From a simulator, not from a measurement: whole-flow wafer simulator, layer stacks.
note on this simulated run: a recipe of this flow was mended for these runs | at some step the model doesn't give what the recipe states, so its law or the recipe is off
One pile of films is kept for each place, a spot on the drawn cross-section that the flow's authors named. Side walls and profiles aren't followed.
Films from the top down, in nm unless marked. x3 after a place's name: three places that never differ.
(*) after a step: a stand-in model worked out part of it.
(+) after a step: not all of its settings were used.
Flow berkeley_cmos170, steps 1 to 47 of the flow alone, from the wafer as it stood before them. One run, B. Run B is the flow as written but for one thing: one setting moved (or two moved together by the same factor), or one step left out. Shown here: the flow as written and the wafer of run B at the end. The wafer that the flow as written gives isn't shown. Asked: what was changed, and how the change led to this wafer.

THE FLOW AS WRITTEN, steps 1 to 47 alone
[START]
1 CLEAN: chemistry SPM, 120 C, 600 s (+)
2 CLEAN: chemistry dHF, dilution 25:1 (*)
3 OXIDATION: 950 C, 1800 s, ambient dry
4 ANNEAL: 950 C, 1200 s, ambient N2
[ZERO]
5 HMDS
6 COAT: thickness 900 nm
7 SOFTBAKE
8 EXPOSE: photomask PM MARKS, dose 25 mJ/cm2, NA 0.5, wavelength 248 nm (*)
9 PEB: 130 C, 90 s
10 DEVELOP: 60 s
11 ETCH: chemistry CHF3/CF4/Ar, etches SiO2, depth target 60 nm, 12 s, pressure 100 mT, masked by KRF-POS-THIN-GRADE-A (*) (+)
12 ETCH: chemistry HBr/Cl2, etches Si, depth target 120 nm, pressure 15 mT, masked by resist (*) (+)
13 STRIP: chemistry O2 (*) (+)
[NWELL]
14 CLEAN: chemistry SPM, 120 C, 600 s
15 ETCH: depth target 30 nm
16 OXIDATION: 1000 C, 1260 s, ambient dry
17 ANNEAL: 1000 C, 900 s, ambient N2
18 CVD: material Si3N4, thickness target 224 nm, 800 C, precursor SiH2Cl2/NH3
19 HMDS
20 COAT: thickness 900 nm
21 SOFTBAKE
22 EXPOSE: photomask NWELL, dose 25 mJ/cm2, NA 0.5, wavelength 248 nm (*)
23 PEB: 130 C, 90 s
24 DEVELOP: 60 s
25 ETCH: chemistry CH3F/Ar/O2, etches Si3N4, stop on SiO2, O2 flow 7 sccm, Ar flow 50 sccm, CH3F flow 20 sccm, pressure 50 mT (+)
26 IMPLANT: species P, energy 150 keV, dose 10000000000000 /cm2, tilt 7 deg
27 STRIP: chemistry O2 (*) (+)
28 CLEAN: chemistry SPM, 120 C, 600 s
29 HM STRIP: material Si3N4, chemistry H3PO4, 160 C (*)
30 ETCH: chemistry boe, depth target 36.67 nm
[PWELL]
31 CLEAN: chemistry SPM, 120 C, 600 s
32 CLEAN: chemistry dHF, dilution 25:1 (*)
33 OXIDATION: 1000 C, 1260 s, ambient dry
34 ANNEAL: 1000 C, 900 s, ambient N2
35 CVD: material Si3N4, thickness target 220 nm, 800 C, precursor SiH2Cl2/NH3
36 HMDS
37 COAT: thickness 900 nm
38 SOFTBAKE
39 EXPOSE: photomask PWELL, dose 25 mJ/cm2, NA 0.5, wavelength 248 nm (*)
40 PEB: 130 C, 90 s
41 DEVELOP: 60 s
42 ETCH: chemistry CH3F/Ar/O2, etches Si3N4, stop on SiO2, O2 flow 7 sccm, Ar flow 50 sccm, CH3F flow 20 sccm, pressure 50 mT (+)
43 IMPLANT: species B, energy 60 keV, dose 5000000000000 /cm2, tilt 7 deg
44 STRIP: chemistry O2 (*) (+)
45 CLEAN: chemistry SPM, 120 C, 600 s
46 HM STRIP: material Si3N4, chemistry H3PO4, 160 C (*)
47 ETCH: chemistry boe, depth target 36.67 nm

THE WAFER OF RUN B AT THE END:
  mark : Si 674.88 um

The cause: step 12, ETCH: depth target 82 nm was run, where the flow has depth target 120 nm.

How the change led to this, step by step:
  12 ETCH: chemistry HBr/Cl2, etches Si, depth target 120 nm, pressure 15 mT, masked by resist (*) (+)
      field x9, sd_p x3: KrF-resist -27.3 (as written it would be: KrF-resist -40)
      mark: Si -82 (as written it would be: Si -120)
